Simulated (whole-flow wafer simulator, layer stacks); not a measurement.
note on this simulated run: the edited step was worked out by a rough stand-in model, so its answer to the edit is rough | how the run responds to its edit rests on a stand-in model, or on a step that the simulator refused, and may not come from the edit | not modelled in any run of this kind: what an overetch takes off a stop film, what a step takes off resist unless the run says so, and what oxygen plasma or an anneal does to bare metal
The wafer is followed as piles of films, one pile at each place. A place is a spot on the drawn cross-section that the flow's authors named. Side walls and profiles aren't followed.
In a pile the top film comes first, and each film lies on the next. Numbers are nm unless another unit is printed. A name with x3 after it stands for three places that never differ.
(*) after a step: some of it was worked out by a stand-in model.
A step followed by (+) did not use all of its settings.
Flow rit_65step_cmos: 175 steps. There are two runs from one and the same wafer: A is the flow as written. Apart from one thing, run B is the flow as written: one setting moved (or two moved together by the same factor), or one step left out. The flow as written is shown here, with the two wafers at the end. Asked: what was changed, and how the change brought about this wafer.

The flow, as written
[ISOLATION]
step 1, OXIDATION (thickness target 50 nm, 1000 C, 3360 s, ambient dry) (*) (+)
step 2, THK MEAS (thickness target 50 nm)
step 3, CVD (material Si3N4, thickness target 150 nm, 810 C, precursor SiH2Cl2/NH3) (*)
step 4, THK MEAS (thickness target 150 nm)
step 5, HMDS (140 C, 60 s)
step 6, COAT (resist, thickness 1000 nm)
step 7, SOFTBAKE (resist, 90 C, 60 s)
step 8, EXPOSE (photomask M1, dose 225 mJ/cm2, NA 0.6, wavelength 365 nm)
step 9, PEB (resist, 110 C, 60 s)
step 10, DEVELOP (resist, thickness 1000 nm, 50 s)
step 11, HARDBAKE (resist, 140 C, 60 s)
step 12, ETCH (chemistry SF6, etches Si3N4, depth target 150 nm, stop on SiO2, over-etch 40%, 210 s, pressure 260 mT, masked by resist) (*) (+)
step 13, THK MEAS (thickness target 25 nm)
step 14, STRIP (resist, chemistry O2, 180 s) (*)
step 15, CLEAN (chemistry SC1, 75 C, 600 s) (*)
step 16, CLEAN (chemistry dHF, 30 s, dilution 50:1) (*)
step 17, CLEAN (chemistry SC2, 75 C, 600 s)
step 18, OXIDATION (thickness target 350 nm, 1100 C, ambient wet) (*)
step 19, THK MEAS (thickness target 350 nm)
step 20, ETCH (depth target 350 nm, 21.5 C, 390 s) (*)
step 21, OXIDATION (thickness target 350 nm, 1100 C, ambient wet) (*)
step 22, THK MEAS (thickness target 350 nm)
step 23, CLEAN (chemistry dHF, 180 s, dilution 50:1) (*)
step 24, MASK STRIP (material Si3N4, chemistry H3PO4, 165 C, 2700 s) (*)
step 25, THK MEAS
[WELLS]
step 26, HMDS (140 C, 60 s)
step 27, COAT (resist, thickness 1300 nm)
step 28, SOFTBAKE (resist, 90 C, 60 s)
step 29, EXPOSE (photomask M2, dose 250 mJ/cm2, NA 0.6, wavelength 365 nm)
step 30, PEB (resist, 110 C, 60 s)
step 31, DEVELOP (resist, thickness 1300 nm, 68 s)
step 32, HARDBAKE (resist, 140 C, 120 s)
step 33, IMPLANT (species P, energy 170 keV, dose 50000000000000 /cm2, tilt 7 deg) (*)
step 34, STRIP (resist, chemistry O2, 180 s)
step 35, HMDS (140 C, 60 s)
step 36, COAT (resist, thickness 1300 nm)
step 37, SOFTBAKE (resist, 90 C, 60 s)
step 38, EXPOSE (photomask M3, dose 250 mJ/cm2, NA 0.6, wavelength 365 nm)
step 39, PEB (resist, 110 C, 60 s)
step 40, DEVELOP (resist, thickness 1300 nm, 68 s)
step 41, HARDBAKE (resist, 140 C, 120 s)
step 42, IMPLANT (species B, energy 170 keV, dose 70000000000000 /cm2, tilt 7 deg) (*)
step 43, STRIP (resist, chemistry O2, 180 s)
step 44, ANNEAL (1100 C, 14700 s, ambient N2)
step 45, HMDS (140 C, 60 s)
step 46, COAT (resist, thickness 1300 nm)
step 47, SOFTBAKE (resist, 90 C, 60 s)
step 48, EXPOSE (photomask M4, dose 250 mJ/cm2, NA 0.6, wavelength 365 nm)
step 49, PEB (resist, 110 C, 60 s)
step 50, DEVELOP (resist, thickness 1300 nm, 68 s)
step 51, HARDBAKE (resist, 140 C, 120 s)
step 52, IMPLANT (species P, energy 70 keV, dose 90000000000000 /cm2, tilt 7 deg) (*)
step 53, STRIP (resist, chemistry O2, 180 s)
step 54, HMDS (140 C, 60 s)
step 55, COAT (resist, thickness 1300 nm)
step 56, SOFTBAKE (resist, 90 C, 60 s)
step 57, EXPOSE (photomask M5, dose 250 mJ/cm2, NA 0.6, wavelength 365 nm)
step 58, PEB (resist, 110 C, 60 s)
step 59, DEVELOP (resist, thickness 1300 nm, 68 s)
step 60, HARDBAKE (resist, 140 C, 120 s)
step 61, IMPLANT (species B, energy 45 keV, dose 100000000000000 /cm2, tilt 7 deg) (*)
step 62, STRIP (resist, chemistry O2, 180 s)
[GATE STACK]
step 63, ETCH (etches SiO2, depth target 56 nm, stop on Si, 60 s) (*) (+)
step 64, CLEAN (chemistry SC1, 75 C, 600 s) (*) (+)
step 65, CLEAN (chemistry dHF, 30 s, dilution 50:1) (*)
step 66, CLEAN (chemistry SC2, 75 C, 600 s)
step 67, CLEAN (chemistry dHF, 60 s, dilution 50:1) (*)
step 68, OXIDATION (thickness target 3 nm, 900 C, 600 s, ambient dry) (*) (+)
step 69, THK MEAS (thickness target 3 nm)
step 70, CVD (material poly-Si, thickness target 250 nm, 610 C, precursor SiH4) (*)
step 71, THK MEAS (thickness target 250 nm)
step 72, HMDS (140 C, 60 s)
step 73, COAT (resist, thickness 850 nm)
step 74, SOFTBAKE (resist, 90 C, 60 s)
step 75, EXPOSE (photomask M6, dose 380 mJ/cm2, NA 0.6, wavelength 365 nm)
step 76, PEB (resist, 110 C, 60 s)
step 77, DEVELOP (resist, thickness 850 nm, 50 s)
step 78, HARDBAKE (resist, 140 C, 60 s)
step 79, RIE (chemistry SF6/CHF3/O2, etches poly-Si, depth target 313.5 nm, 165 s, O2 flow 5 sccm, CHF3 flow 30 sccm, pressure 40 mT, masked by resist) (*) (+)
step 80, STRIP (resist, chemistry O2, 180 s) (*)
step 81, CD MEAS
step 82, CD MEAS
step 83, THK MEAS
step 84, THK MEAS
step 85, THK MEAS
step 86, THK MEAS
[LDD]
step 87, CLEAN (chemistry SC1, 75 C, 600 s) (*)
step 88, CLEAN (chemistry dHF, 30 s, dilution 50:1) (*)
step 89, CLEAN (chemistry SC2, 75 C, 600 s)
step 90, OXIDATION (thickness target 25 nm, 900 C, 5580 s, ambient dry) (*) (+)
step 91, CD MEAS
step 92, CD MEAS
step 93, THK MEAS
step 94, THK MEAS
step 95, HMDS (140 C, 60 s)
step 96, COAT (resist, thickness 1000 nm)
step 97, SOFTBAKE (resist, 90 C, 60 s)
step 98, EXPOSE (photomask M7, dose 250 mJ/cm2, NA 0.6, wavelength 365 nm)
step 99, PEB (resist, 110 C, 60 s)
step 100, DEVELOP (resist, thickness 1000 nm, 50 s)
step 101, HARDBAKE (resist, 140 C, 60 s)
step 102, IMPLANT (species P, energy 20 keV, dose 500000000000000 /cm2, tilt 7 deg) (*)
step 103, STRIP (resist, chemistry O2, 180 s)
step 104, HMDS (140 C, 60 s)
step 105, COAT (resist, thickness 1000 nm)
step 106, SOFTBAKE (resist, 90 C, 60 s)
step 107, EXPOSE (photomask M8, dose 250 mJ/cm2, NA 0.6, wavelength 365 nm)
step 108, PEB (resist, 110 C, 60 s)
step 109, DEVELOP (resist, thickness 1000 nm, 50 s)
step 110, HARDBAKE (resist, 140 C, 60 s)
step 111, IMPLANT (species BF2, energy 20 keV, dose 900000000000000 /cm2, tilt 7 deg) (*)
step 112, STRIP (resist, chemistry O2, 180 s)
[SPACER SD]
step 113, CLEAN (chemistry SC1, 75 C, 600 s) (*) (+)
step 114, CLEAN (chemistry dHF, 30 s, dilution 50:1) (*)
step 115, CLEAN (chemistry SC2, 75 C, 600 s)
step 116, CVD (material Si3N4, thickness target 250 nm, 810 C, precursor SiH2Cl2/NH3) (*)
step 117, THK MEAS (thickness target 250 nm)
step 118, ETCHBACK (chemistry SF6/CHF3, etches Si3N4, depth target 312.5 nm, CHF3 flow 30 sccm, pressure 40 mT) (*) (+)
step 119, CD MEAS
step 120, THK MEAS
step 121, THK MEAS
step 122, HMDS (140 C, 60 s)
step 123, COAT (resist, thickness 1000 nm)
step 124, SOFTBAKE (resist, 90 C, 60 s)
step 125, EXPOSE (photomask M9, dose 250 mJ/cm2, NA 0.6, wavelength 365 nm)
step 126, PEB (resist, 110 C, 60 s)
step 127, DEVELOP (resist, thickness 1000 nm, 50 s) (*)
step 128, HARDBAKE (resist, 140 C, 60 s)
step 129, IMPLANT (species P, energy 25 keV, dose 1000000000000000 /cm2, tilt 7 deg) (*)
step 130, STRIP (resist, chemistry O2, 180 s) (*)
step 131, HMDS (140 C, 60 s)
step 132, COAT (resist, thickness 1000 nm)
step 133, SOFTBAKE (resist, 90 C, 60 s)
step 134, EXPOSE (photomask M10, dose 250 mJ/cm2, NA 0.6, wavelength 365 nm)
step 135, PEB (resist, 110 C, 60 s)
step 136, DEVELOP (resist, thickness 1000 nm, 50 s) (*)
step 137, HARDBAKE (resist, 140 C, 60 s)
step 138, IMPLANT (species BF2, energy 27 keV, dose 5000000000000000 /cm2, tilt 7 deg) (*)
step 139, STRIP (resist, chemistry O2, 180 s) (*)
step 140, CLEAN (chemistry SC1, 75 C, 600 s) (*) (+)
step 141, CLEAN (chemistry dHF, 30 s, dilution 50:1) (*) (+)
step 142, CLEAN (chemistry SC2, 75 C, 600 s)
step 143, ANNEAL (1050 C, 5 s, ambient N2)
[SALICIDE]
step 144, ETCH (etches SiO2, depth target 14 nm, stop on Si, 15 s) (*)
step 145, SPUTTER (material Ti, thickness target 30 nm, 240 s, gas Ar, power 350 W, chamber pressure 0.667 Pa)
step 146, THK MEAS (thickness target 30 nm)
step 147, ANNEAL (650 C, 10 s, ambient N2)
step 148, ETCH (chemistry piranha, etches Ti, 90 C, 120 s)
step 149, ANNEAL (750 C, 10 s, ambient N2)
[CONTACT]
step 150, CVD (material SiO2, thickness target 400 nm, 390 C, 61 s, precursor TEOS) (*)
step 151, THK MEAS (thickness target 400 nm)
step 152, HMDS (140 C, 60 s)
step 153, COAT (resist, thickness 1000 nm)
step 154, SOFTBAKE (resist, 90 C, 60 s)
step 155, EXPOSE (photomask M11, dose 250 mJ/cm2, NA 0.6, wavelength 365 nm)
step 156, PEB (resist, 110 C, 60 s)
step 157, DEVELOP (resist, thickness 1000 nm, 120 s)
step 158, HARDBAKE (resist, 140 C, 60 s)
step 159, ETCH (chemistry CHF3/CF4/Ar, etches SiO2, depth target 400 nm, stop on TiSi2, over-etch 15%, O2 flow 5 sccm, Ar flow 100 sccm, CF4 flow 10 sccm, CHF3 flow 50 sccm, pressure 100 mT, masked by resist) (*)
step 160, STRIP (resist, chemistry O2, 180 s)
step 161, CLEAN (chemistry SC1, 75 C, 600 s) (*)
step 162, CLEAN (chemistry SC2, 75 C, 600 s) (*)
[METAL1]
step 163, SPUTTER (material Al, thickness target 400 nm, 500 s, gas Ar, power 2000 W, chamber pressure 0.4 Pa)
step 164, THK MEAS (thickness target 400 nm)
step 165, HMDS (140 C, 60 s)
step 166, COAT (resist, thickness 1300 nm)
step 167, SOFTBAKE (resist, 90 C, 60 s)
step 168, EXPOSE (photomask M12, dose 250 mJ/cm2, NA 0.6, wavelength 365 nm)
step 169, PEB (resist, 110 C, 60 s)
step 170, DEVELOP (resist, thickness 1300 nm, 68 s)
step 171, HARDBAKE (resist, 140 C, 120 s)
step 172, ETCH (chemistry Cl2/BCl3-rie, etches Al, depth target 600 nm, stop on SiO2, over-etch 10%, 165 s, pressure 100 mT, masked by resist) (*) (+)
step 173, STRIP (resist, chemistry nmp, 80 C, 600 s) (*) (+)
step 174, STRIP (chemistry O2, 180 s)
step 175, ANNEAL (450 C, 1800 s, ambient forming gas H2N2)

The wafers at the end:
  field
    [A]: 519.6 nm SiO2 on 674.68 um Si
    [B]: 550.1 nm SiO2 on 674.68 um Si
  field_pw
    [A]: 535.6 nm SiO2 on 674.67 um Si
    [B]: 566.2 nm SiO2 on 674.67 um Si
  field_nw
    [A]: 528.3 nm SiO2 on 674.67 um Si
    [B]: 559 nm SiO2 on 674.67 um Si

Cause: step 63, ETCH: 27 s was run, whereas the flow has 60 s.

The path from the change to this, step by step:
  step 63, ETCH (etches SiO2, depth target 56 nm, stop on Si, 60 s) (*) (+)
      active_n, active_p, gate_n and 7 more: A -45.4 SiO2 (all of it), -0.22 Si | B -25.2 SiO2
      field, field_pw, field_nw, field_p: A -56 SiO2 | B -25.2 SiO2
  step 64, CLEAN (chemistry SC1, 75 C, 600 s) (*) (+)
      active_n, active_p, gate_n and 7 more: A +0.6 chemical SiO2 (new film), -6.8 Si | B -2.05 SiO2
  step 65, CLEAN (chemistry dHF, 30 s, dilution 50:1) (*)
      active_n, gate_n, spacer, sd_n, contact, m1: A -0.6 chemical SiO2 (all of it) | B -3.23 SiO2
      active_p, gate_p, spacer_p, sd_p: A -0.6 chemical SiO2 (all of it) | B -5.61 SiO2
  step 67, CLEAN (chemistry dHF, 60 s, dilution 50:1) (*)
      active_n, gate_n, spacer, sd_n, contact, m1: A -0.4 chemical SiO2 (all of it) | B -6.49 SiO2
      active_p, gate_p, spacer_p, sd_p: A -0.4 chemical SiO2 (all of it) | B -11.4 SiO2
  step 68, OXIDATION (thickness target 3 nm, 900 C, 600 s, ambient dry) (*) (+)
      active_n, gate_n, spacer, sd_n, contact, m1: A +7.17 SiO2 (new film), -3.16 Si | B +5.17 SiO2, -2.28 Si
      gate_p, spacer_p, sd_p: A +7.17 SiO2 (new film), -3.16 Si | B +6 SiO2, -2.64 Si
      (and at 1 other place as well)
  step 79, RIE (chemistry SF6/CHF3/O2, etches poly-Si, depth target 313.5 nm, 165 s, O2 flow 5 sccm, CHF3 flow 30 sccm, pressure 40 mT, masked by resist) (*) (+)
      active_n, spacer, sd_n, contact, m1: A -250 poly-Si (all of it), -7.17 SiO2 (all of it) | B -250 poly-Si (all of it), -10.9 SiO2
  step 80, STRIP (resist, chemistry O2, 180 s) (*)
      active_n, spacer, sd_n, contact, m1: A +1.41 chemical SiO2 (new film), -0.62 Si | B nothing
  step 87, CLEAN (chemistry SC1, 75 C, 600 s) (*)
      active_n, spacer, sd_n, contact, m1: A -0.81 chemical SiO2, -3.7 Si | B -2.05 SiO2
  step 88, CLEAN (chemistry dHF, 30 s, dilution 50:1) (*)
      spacer, sd_n, contact, m1: A -0.6 chemical SiO2 (all of it) | B -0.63 SiO2 (all of it)
      active_n: A -0.6 chemical SiO2 (all of it) | B -0.6 SiO2 (all of it)
  step 90, OXIDATION (thickness target 25 nm, 900 C, 5580 s, ambient dry) (*) (+)
      field, field_pw: A +6.57 SiO2, -2.89 Si | B +6.06 SiO2, -2.67 Si
      field_nw, field_p: A +6.7 SiO2, -2.95 Si | B +6.17 SiO2, -2.72 Si
  step 118, ETCHBACK (chemistry SF6/CHF3, etches Si3N4, depth target 312.5 nm, CHF3 flow 30 sccm, pressure 40 mT) (*) (+)
      spacer: A -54 Si3N4 | B -51.9 Si3N4
